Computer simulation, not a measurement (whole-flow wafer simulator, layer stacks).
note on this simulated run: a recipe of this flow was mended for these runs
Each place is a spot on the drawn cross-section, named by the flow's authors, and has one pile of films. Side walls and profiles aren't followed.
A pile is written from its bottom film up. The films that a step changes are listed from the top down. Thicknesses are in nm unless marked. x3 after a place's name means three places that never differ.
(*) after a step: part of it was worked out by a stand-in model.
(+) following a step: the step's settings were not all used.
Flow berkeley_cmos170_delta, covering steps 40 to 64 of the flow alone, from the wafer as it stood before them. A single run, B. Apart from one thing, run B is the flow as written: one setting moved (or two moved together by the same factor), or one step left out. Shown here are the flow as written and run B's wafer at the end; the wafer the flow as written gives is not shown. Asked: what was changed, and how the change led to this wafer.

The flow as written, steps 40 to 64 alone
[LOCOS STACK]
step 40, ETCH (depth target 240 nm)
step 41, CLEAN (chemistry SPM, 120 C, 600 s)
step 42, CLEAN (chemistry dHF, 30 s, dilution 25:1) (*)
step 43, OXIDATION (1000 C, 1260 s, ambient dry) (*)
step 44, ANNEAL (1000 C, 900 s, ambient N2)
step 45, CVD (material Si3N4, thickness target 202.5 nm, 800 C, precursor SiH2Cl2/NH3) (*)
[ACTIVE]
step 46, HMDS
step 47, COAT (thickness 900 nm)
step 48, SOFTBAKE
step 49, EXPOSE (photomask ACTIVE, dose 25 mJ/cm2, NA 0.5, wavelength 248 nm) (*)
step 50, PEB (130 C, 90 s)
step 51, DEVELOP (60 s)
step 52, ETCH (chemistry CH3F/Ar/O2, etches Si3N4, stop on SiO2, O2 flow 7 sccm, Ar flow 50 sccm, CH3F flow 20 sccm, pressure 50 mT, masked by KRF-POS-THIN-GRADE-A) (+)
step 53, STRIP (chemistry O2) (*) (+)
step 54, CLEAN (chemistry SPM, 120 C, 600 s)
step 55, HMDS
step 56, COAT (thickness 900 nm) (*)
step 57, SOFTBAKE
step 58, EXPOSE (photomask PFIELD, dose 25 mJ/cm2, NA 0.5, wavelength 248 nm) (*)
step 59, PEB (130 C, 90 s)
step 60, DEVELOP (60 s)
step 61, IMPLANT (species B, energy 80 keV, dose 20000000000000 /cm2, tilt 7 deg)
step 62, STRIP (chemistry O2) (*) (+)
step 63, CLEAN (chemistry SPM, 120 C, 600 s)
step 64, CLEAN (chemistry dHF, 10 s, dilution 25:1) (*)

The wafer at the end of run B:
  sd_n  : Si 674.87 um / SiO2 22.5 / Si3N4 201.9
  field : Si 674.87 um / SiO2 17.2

What caused this: step 43, OXIDATION: 984 C was run, whereas the flow has 1000 C.

Step by step, how the change led to this:
  step 43, OXIDATION (1000 C, 1260 s, ambient dry) (*)
      field, sd_n, spacer_n and 6 more: SiO2 gains 22.5 (new film), Si loses 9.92 (as written it would have been: SiO2 gains 26.6 (new film), Si loses 11.7)
